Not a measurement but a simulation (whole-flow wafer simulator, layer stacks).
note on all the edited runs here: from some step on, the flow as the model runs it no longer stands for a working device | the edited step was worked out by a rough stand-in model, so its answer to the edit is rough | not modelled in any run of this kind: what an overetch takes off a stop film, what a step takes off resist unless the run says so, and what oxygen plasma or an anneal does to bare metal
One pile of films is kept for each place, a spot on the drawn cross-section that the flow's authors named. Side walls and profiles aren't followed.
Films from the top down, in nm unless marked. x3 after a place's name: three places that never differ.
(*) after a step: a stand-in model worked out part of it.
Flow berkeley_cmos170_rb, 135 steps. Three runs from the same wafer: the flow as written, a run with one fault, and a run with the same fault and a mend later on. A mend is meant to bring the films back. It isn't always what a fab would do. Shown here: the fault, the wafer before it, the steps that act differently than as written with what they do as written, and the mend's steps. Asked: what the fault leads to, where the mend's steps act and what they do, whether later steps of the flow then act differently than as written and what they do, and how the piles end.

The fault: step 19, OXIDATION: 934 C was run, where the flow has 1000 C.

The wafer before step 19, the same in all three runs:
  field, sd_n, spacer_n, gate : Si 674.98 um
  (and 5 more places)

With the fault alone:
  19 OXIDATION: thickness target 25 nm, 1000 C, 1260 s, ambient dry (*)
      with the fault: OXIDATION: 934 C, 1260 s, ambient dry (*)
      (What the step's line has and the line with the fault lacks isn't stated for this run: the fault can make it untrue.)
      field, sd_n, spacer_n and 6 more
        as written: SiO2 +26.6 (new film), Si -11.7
        with the fault: SiO2 +13.7 (new film), Si -6.03
  Later steps of the flow that act differently than as written:
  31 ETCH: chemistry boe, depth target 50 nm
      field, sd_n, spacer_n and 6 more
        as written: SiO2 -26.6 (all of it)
        with the fault: SiO2 -13.7 (all of it)
  At the end the piles differ from the flow's only slightly at the places that both follow, by at most 2% or 0.5 nm, whichever is larger.

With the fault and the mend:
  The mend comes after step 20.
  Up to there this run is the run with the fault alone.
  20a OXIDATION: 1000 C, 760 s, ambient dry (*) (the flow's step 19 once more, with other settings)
      field, sd_n, spacer_n and 6 more
        SiO2 +12.9, Si -5.66
  No later step of the flow acts differently than as written at any place that is followed.
  At the end the piles are the same as the flow's at every place that both follow.
